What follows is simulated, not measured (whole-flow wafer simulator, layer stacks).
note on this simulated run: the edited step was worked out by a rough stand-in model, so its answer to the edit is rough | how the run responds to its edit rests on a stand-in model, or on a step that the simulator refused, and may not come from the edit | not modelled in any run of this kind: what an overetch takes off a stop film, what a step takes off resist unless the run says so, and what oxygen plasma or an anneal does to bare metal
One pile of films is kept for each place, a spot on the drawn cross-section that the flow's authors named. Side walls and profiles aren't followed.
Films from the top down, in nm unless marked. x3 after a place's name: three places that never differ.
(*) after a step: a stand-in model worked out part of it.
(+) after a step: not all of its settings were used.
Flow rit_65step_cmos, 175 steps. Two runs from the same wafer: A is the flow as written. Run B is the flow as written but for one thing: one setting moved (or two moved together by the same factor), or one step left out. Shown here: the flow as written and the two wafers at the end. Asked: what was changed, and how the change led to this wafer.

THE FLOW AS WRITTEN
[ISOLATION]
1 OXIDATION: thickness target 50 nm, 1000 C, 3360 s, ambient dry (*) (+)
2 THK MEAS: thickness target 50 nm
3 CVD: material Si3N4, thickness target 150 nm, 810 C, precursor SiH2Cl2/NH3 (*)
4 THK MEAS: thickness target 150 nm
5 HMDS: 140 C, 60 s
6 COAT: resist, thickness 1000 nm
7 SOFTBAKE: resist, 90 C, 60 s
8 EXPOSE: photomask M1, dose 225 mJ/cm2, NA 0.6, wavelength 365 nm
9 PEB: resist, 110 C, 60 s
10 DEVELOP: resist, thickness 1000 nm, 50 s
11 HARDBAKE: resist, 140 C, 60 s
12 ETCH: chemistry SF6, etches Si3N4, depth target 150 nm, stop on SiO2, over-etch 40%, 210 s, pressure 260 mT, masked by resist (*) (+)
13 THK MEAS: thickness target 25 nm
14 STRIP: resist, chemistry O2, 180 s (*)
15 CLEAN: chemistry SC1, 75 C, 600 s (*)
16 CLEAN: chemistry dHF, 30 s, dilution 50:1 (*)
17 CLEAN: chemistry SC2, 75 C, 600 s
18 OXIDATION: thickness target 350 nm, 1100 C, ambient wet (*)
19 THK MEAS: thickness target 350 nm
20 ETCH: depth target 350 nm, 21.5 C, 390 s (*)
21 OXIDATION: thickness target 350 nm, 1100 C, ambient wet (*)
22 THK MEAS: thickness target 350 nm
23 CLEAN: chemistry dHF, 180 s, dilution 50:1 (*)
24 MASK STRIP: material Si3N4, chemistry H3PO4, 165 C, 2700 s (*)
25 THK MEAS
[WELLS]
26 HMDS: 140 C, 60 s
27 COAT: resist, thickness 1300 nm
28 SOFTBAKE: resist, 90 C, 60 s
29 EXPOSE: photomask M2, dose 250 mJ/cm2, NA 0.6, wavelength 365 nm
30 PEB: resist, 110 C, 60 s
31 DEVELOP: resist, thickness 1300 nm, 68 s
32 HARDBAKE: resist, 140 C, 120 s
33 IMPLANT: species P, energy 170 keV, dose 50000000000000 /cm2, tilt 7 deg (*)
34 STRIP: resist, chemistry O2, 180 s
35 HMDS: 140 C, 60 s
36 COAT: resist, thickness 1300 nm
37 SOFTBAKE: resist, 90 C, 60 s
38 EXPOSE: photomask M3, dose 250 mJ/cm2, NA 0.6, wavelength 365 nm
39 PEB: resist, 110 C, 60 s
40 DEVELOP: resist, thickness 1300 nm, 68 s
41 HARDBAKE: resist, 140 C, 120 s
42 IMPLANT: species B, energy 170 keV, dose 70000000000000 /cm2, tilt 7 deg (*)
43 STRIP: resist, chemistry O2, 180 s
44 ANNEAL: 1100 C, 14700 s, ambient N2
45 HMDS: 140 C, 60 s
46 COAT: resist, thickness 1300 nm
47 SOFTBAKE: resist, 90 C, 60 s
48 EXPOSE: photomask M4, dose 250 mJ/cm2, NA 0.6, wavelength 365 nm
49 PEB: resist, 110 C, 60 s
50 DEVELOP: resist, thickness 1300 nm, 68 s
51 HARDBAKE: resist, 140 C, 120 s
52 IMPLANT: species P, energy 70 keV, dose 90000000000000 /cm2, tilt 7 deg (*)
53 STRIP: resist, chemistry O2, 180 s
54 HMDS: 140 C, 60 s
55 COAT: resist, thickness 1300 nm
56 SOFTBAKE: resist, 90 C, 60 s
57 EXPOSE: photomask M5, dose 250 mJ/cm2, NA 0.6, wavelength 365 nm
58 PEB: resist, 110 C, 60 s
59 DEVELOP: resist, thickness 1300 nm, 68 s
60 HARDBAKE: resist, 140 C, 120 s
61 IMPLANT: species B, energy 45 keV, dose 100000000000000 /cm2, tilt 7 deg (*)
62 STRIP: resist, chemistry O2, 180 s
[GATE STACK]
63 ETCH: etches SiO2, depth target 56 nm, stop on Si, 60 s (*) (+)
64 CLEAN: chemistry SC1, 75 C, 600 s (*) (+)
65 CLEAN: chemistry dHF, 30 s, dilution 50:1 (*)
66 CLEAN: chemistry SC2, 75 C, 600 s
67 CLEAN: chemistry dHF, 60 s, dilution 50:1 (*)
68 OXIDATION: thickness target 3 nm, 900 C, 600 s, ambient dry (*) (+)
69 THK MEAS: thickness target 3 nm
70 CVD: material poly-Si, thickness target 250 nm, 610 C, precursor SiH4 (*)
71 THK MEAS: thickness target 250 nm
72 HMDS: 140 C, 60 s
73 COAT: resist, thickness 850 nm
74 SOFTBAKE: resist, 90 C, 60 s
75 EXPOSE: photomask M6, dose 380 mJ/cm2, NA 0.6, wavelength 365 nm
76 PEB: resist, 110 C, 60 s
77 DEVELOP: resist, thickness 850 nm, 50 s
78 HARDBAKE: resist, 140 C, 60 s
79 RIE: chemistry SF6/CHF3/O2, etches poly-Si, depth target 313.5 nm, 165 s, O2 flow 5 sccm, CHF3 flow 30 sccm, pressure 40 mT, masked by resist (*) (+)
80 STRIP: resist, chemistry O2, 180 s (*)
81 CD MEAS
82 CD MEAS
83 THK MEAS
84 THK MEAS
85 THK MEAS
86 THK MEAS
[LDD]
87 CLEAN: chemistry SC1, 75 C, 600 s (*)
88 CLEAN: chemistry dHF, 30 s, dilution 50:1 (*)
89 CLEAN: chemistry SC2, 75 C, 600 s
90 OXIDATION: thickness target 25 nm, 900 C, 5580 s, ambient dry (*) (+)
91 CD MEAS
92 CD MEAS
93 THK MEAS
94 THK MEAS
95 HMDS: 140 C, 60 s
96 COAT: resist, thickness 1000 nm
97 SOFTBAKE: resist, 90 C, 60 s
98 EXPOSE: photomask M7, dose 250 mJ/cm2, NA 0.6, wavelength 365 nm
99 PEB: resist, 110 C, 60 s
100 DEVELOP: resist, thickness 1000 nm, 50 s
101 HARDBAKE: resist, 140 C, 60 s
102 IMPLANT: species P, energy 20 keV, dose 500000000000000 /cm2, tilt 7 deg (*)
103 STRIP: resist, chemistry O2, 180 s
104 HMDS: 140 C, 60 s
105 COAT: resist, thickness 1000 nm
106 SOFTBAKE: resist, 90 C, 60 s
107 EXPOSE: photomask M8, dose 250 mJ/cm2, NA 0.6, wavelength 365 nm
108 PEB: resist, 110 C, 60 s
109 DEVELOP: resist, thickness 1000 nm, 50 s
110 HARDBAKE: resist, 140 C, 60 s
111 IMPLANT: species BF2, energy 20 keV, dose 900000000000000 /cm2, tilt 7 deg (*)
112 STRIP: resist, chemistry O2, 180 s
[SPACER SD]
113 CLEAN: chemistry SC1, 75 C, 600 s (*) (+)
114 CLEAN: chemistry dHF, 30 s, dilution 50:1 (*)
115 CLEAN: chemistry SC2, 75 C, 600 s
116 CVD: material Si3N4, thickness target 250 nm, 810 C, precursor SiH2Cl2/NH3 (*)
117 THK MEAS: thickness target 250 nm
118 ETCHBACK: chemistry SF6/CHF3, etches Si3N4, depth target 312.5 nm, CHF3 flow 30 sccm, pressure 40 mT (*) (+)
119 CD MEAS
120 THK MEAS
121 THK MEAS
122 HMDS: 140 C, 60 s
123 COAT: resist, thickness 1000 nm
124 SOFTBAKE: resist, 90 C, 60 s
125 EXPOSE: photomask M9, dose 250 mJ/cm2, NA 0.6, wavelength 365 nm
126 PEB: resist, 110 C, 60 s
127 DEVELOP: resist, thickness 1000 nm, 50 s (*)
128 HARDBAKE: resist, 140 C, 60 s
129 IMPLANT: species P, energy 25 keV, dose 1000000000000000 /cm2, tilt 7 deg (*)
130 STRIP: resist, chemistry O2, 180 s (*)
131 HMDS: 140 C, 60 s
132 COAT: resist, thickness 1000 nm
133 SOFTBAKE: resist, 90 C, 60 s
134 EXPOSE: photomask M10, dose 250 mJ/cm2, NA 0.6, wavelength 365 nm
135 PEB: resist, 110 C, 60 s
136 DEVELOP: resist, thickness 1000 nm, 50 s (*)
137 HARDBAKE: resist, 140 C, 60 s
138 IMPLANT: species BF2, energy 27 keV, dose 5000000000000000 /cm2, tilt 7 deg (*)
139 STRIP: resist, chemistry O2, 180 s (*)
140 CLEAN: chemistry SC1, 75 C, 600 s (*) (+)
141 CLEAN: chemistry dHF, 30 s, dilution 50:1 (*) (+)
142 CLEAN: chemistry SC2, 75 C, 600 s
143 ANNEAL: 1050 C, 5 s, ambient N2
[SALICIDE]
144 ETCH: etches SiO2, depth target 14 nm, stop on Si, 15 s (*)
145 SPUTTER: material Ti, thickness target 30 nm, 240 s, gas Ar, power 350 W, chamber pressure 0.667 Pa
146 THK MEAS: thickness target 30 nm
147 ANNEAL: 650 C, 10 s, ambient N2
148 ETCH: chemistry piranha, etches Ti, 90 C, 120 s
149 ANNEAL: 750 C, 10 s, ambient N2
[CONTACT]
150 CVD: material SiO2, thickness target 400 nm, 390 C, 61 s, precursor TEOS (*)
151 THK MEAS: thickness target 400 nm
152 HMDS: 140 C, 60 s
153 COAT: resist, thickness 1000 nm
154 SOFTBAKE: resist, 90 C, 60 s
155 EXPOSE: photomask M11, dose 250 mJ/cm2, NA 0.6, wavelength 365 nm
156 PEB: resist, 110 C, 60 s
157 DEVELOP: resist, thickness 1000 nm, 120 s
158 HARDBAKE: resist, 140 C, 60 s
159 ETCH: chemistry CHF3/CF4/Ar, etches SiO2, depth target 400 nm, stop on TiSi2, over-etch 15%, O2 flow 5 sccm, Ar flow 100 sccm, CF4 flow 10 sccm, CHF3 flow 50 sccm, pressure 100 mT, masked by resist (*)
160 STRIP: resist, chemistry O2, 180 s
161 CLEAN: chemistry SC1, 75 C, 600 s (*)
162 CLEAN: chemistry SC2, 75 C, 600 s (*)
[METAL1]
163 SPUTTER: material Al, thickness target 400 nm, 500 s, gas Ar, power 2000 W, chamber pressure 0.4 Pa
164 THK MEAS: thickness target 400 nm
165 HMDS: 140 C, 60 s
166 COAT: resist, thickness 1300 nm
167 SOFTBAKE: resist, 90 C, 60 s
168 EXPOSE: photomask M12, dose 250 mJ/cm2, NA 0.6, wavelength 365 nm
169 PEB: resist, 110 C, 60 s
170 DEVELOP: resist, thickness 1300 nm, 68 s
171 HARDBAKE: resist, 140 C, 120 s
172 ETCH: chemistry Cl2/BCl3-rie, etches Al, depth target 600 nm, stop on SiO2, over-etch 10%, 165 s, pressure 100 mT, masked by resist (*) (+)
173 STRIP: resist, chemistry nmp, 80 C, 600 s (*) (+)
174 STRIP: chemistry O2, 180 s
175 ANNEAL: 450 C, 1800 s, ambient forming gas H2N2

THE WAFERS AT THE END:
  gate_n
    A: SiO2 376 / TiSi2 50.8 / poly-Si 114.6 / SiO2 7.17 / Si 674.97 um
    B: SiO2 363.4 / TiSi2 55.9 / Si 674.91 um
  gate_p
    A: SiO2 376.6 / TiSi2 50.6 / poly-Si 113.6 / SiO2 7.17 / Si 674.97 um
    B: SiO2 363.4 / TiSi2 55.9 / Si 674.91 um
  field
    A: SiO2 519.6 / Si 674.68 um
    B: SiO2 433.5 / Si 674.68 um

The cause: step 116, CVD: thickness target 138 nm was run, where the flow has thickness target 250 nm.

How the change led to this, step by step:
  116 CVD: material Si3N4, thickness target 250 nm, 810 C, precursor SiH2Cl2/NH3 (*)
      field, field_pw, field_nw and 11 more: A Si3N4 +250 (new film) | B Si3N4 +138 (new film)
  118 ETCHBACK: chemistry SF6/CHF3, etches Si3N4, depth target 312.5 nm, CHF3 flow 30 sccm, pressure 40 mT (*) (+)
      gate_n: A Si3N4 -250 (all of it), SiO2 -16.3 (all of it), poly-Si -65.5 | B Si3N4 -138 (all of it), SiO2 -16.3 (all of it), poly-Si -232.9 (all of it), SiO2 -5.02
      gate_p: A Si3N4 -250 (all of it), SiO2 -15.7 (all of it), poly-Si -66.7 | B Si3N4 -138 (all of it), SiO2 -15.7 (all of it), poly-Si -232.9 (all of it), SiO2 -5.61
      (and at 4 more places)
  123 COAT: resist, thickness 1000 nm
      field: A resist +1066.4 (new film) | B resist +1123.3 (new film)
      field_pw: A resist +1044.8 (new film) | B resist +1085.4 (new film)
      (and at 4 more places)
  126 PEB: resist, 110 C, 60 s
      gate_n, gate_p: A resist -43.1 | B resist -50.4
      field: A resist -55.6 | B resist -58.7
      (and at 3 more places)
  127 DEVELOP: resist, thickness 1000 nm, 50 s (*)
      field: A resist -1010.9 (all of it) | B resist -1064.6 (all of it)
      gate_n: A resist -791.9 (all of it) | B resist -919.2 (all of it)
  128 HARDBAKE: resist, 140 C, 60 s
      field_pw: A resist -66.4 | B resist -69.6
      field_nw: A resist -67.1 | B resist -70
      (and at 2 more places)
  130 STRIP: resist, chemistry O2, 180 s (*)
      gate_n: A chemical SiO2 +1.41 (new film), poly-Si -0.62 | B nothing
      gate_p: A chemical SiO2 +1.31 (new film), resist -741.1 (all of it), poly-Si -0.58 | B resist -858 (all of it)
      (and at 3 more places)
  132 COAT: resist, thickness 1000 nm
      field: A resist +1067 (new film) | B resist +1124.2 (new film)
      field_pw: A resist +1045.2 (new film) | B resist +1085.8 (new film)
      (and at 4 more places)
  135 PEB: resist, 110 C, 60 s
      gate_n, gate_p: A resist -43.1 | B resist -50.4
      field: A resist -55.6 | B resist -58.7
      (and at 3 more places)
  136 DEVELOP: resist, thickness 1000 nm, 50 s (*)
      field_p: A resist -1018 (all of it) | B resist -1071.8 (all of it)
      gate_p: A resist -792.8 (all of it) | B resist -920.3 (all of it)
  137 HARDBAKE: resist, 140 C, 60 s
      field: A resist -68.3 | B resist -72.4
      field_pw: A resist -66.4 | B resist -69.6
      (and at 2 more places)
  139 STRIP: resist, chemistry O2, 180 s (*)
      gate_n: A resist -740 (all of it), chemical SiO2 +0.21, poly-Si -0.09 | B resist -858.2 (all of it)
      field: A resist -943.1 (all of it) | B resist -993.1 (all of it)
      (and at 2 more places)
  140 CLEAN: chemistry SC1, 75 C, 600 s (*) (+)
      gate_n: A chemical SiO2 -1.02, poly-Si -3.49 | B SiO2 -2.15 (all of it)
      gate_p: A chemical SiO2 -1.02, poly-Si -3.49 | B chemical SiO2 +0.6 (new film), SiO2 -1.56 (all of it), Si -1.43
  141 CLEAN: chemistry dHF, 30 s, dilution 50:1 (*) (+)
      gate_n: A chemical SiO2 -0.6 (all of it) | B nothing
  145 SPUTTER: material Ti, thickness target 30 nm, 240 s, gas Ar, power 350 W, chamber pressure 0.667 Pa
      gate_n: A Ti +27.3 (new film) | B Ti +30 (new film)
      gate_p: A Ti +27.2 (new film) | B Ti +30 (new film)
  147 ANNEAL: 650 C, 10 s, ambient N2
      gate_n: A Ti -21.3, TiSi first +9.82 (new film), TiSi2 C49 +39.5 (new film), poly-Si -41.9 | B Ti -23.4, TiSi first +15.7 (new film), TiSi2 C49 +36.2 (new film), Si -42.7
      gate_p: A Ti -21.2, TiSi first +9.56 (new film), TiSi2 C49 +39.6 (new film), poly-Si -41.9 | B Ti -23.4, TiSi first +15.7 (new film), TiSi2 C49 +36.2 (new film), Si -42.7
  ... 9 more steps ...
  170 DEVELOP: resist, thickness 1300 nm, 68 s
      field: A resist -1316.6 (all of it) | B resist -1378.4 (all of it)
      field_pw: A resist -1285.5 (all of it) | B resist -1327.8 (all of it)
      (and at 4 more places)
